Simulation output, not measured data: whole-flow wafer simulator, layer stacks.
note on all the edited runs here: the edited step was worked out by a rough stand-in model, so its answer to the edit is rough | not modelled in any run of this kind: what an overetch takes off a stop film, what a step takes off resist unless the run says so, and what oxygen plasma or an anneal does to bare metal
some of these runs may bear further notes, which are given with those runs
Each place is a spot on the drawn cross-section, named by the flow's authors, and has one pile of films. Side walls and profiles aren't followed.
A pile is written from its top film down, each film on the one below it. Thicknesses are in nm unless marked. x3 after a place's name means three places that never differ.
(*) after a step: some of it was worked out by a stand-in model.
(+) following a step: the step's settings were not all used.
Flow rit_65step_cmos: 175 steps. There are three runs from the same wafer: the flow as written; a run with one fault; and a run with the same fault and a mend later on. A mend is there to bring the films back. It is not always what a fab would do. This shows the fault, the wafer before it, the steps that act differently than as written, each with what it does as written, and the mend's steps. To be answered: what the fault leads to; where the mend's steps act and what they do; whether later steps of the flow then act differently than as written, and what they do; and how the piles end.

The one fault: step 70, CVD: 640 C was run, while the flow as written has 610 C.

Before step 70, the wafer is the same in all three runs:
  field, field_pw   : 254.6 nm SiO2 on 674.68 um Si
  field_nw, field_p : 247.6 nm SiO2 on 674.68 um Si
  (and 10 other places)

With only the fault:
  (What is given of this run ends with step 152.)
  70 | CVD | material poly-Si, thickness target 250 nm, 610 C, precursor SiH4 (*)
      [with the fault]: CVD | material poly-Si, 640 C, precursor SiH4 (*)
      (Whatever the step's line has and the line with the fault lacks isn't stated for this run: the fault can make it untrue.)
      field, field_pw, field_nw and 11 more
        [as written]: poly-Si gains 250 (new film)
        [with the fault]: poly-Si gains 407 (new film)
  Steps later in the flow that act otherwise than as written (4 more steps, not shown, differ only slightly: by at most 2% or 0.5 nm, whichever is larger):
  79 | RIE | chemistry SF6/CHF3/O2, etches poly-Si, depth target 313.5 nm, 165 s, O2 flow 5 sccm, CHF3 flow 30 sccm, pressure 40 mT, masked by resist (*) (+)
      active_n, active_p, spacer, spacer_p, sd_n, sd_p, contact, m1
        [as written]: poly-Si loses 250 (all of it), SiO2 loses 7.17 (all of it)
        [with the fault]: poly-Si loses 313.5
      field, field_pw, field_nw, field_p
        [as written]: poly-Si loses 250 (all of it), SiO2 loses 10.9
        [with the fault]: poly-Si loses 313.5
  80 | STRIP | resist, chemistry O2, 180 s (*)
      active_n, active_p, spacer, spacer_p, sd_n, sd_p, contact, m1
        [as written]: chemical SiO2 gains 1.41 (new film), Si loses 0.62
        [with the fault]: chemical SiO2 gains 1.41 (new film), poly-Si loses 0.62
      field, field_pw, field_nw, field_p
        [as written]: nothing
        [with the fault]: chemical SiO2 gains 1.41 (new film), poly-Si loses 0.62
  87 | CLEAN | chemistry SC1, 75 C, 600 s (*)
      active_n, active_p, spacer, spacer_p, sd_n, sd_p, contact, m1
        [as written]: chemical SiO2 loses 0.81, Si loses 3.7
        [with the fault]: chemical SiO2 loses 0.81, poly-Si loses 3.7
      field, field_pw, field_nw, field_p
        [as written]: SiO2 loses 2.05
        [with the fault]: chemical SiO2 loses 0.81, poly-Si loses 3.7
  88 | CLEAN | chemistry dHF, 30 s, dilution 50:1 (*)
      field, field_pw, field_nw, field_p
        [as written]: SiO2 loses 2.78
        [with the fault]: chemical SiO2 loses 0.6 (all of it)
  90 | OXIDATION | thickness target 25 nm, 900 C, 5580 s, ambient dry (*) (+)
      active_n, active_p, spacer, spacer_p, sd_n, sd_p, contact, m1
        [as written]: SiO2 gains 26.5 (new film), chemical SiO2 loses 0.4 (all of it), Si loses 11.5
        [with the fault]: SiO2 gains 28.9 (new film), chemical SiO2 loses 0.4 (all of it), poly-Si loses 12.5
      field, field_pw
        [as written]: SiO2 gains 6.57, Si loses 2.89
        [with the fault]: SiO2 gains 28.9 (new film), chemical SiO2 loses 0.4 (all of it), poly-Si loses 12.5
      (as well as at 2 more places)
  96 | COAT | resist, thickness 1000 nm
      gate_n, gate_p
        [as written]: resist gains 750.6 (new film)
        [with the fault]: resist gains 700.9 (new film)
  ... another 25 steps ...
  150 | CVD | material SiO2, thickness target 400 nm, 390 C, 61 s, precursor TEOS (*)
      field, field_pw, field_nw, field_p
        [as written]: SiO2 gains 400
        [with the fault]: SiO2 gains 400 (new film)
  The piles after step 152 differ from the flow's at field, field_pw, field_nw, field_p, gate_n, gate_p, spacer, spacer_p by more than 2% or 0.5 nm, whichever is larger.
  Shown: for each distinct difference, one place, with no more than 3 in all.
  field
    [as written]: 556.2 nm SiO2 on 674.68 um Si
    [with the fault]: 400 nm SiO2 on 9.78 nm TiSi first on 254.6 nm SiO2 on 674.68 um Si
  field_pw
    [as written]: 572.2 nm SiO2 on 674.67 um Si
    [with the fault]: 400 nm SiO2 on 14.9 nm TiSi first on 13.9 nm TiSi2 C49 on 254.6 nm SiO2 on 674.68 um Si
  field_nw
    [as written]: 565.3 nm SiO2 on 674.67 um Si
    [with the fault]: 400 nm SiO2 on 14.9 nm TiSi first on 13.9 nm TiSi2 C49 on 247.6 nm SiO2 on 674.68 um Si

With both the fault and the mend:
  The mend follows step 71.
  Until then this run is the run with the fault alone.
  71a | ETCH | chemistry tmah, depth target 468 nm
      field, field_pw, field_nw and 11 more
        poly-Si loses 407 (all of it)
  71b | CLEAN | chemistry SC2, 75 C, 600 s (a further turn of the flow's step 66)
      alters no film at any place that is followed
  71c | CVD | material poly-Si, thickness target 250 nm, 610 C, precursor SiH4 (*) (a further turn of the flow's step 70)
      field, field_pw, field_nw and 11 more
        poly-Si gains 250 (new film)
  Every later step of the flow that is run acts as written at every place that is followed.
  The piles end the same as the flow's at every place that both follow.
